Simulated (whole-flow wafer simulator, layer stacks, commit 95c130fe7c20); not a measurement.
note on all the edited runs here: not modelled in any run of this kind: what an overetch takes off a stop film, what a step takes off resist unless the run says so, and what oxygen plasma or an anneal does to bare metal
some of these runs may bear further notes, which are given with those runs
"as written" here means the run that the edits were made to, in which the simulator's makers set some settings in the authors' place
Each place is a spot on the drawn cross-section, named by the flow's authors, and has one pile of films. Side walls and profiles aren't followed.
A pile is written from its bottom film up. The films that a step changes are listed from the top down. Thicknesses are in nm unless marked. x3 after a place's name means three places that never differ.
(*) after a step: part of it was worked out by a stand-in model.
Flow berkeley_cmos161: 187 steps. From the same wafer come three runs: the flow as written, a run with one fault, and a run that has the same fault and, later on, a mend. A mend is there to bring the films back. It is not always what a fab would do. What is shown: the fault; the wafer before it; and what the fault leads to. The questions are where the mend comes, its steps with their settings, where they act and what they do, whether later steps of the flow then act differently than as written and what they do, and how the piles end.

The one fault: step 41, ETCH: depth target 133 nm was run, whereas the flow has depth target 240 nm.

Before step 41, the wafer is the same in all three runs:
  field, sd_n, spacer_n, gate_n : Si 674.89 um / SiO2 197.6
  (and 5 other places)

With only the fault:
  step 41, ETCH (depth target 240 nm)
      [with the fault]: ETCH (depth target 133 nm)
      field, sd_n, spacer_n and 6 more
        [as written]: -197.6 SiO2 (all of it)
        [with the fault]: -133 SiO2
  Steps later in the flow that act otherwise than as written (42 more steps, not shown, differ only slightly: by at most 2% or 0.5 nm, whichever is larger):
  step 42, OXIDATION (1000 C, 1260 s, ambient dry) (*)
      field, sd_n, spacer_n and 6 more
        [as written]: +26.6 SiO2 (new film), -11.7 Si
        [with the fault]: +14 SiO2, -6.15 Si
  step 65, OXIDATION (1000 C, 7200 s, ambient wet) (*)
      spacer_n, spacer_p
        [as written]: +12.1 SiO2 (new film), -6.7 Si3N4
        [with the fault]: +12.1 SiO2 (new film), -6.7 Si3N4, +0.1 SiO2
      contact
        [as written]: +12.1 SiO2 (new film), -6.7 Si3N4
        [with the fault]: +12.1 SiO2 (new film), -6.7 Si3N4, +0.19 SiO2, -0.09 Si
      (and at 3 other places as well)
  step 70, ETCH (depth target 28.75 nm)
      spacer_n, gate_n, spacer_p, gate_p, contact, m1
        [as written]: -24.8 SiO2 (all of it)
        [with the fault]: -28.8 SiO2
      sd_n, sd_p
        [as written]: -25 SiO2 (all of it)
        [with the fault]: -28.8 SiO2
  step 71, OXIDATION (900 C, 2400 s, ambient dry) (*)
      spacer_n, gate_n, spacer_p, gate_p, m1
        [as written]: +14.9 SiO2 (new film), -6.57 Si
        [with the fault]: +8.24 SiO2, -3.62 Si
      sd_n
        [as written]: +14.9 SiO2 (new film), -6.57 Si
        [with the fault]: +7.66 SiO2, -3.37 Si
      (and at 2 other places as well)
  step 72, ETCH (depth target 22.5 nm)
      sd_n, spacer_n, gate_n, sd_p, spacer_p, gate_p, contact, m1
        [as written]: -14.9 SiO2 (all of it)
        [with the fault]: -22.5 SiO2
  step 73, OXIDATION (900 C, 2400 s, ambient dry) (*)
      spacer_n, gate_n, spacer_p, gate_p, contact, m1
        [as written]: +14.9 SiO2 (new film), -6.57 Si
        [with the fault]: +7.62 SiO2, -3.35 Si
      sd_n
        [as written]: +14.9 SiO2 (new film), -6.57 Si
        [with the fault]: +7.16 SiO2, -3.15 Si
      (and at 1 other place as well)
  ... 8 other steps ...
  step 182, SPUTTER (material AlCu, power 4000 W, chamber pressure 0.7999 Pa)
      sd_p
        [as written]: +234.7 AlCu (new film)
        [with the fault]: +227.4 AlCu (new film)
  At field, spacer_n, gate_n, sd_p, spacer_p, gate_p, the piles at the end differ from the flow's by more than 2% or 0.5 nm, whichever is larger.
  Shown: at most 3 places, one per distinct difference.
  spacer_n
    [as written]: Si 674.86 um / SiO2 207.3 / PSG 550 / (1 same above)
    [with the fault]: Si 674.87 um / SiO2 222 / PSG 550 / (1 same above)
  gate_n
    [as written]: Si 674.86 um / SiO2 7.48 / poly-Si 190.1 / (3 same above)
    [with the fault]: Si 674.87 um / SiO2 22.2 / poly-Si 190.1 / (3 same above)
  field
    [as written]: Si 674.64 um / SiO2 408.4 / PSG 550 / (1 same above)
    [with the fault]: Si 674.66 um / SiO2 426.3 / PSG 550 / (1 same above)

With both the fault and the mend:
  After step 41 comes the mend.
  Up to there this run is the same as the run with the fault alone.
  step 41a, ETCH (depth target 107 nm) (the flow's step 41, run once more with other settings)
      field, sd_n, spacer_n and 6 more
        -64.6 SiO2 (all of it)
  None of the later steps of the flow acts differently than as written at any place that is followed.
  By the end, the piles equal the flow's at every place that both follow.
